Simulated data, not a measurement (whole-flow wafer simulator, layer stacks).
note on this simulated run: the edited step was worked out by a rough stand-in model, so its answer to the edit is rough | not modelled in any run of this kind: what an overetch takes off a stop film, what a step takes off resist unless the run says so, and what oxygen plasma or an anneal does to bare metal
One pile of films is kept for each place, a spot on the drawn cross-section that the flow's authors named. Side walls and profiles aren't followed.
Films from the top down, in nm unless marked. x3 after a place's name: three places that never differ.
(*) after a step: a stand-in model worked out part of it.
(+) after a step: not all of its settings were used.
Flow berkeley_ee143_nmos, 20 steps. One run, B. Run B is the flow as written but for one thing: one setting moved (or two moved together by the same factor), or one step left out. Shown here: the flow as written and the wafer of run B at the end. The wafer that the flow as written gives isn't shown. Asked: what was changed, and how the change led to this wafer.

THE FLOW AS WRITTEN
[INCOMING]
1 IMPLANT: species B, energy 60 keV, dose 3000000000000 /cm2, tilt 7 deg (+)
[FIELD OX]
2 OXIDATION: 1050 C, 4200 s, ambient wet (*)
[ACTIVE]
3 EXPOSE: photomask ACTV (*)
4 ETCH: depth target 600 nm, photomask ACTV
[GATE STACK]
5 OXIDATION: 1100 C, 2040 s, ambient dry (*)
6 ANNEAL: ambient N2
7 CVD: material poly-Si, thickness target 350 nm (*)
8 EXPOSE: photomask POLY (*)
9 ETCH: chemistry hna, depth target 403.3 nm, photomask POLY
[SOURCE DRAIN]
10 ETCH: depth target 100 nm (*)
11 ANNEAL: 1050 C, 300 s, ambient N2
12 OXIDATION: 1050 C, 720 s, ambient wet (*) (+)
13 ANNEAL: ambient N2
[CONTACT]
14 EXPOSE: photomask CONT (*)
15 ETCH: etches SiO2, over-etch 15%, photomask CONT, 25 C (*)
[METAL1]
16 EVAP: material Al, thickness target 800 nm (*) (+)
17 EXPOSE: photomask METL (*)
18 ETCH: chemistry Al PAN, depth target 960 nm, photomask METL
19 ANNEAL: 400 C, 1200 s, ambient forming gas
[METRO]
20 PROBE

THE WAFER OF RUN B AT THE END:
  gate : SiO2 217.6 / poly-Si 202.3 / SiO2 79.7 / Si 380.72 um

The cause: step 7, CVD: thickness target 298 nm was run, where the flow has thickness target 350 nm.

How the change led to this, step by step:
  7 CVD: material poly-Si, thickness target 350 nm (*)
      gate, sd, contact, field: poly-Si +298 (new film) (as written it would be: poly-Si +350 (new film))
  9 ETCH: chemistry hna, depth target 403.3 nm, photomask POLY
      sd, contact, field: poly-Si -298 (all of it) (as written it would be: poly-Si -350 (all of it))
